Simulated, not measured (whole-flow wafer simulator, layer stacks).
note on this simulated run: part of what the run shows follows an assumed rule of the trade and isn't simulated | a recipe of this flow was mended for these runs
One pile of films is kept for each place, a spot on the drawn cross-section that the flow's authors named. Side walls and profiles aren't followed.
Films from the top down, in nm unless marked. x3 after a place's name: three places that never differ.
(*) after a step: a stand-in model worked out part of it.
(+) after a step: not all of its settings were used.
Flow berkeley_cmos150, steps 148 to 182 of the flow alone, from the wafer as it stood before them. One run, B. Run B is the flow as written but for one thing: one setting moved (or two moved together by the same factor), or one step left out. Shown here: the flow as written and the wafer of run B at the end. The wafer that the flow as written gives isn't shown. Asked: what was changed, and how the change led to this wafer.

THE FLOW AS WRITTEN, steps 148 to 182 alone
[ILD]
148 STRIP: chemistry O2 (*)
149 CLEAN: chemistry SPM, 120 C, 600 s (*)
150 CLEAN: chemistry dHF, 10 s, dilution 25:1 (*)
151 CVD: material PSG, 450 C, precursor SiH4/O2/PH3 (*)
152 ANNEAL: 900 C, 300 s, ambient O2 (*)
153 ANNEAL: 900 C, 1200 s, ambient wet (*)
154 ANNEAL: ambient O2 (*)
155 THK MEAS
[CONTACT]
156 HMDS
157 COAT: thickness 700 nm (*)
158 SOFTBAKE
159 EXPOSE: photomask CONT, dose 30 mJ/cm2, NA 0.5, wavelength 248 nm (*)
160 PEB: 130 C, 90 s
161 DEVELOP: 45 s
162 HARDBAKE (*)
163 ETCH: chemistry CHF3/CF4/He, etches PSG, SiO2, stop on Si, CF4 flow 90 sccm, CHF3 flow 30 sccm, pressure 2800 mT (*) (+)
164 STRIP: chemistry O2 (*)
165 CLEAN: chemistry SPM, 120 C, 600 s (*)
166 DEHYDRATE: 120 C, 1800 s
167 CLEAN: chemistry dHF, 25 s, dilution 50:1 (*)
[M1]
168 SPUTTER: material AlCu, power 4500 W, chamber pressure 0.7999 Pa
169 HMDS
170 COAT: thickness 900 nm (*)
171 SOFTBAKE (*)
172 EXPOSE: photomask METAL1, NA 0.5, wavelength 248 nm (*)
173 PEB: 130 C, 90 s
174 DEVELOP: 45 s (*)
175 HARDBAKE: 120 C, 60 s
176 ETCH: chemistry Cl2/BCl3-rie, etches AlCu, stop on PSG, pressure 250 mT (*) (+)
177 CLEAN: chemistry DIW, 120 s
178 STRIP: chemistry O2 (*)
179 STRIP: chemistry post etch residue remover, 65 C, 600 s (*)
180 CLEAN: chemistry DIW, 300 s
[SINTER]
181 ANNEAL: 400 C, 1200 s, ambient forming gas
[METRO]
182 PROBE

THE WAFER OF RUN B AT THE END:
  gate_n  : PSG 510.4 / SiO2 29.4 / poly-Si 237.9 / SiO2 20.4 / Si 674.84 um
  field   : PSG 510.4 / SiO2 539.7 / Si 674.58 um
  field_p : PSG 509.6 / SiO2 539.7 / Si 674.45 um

The cause: step 151, CVD: 427 C was run, where the flow has 450 C.

How the change led to this, step by step:
  151 CVD: material PSG, 450 C, precursor SiH4/O2/PH3 (*)
      field, field_p, sd_n, gate_n, gate_p, contact, m1: PSG +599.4 (new film) (as written it would be: PSG +700 (new film))
      sd_p: PSG +550.1 (new film) (as written it would be: PSG +639.5 (new film))
  153 ANNEAL: 900 C, 1200 s, ambient wet (*)
      sd_n, contact, m1: PSG -30, SiO2 +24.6, Si -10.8 (as written it would be: PSG -35, SiO2 +22.8, Si -10)
      field, field_p: PSG -30, SiO2 +17.2, Si -7.56 (as written it would be: PSG -35, SiO2 +16.3, Si -7.15)
      (and at 3 more places)
  163 ETCH: chemistry CHF3/CF4/He, etches PSG, SiO2, stop on Si, CF4 flow 90 sccm, CHF3 flow 30 sccm, pressure 2800 mT (*) (+)
      field, field_p, sd_n, gate_n, sd_p, gate_p, m1: KrF-resist -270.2 (as written it would be: KrF-resist -303.7)
      contact: PSG -569.5 (all of it), SiO2 -39.9 (all of it), Si -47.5 (as written it would be: PSG -665 (all of it), SiO2 -38.1 (all of it), Si -47.5)
  164 STRIP: chemistry O2 (*)
      field: KrF-resist -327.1 (all of it) (as written it would be: KrF-resist -294.5 (all of it))
      field_p: KrF-resist -428.2 (all of it) (as written it would be: KrF-resist -397.1 (all of it))
      (and at 5 more places)
  168 SPUTTER: material AlCu, power 4500 W, chamber pressure 0.7999 Pa
      contact: AlCu +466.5 (new film) (as written it would be: AlCu +443.6 (new film))
  170 COAT: thickness 900 nm (*)
      contact: thick-KrF-resist +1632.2 (new film) (as written it would be: thick-KrF-resist +1720.1 (new film))
  175 HARDBAKE: 120 C, 60 s
      contact: thick-KrF-resist -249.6 (as written it would be: thick-KrF-resist -263.1)
  178 STRIP: chemistry O2 (*)
      contact: thick-KrF-resist -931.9 (all of it) (as written it would be: thick-KrF-resist -1006.2 (all of it))
      m1: thick-KrF-resist -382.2 (all of it) (as written it would be: thick-KrF-resist -373.8 (all of it))
